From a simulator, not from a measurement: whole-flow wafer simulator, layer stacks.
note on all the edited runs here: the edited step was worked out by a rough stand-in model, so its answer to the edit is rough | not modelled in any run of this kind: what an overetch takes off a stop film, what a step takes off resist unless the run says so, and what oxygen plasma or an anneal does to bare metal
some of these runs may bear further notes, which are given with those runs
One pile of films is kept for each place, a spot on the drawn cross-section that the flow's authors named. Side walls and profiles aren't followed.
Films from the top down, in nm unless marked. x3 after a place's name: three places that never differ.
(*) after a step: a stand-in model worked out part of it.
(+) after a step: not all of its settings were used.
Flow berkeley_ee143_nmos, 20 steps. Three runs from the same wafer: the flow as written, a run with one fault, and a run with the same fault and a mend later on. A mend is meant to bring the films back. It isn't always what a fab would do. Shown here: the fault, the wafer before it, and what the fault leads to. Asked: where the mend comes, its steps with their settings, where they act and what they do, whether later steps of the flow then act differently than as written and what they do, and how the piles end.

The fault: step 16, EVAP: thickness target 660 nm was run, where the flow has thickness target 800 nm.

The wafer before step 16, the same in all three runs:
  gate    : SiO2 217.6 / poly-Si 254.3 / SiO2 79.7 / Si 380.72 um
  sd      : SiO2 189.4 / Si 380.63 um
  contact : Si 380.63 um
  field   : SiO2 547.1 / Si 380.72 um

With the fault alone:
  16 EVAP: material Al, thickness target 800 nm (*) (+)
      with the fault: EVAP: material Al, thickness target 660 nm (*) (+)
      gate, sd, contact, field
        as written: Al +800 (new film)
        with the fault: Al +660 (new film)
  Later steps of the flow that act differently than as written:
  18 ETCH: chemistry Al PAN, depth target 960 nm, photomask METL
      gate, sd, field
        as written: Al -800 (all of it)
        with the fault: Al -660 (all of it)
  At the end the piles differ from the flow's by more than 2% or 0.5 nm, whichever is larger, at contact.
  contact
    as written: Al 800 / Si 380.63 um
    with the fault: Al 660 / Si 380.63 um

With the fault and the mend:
  The mend comes after step 16.
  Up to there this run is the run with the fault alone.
  16a EVAP: material Al, thickness target 140 nm (*) (+) (the flow's step 16 once more, with other settings)
      gate, sd, contact, field
        Al +140
  No later step of the flow acts differently than as written at any place that is followed.
  At the end the piles are the same as the flow's at every place that both follow.
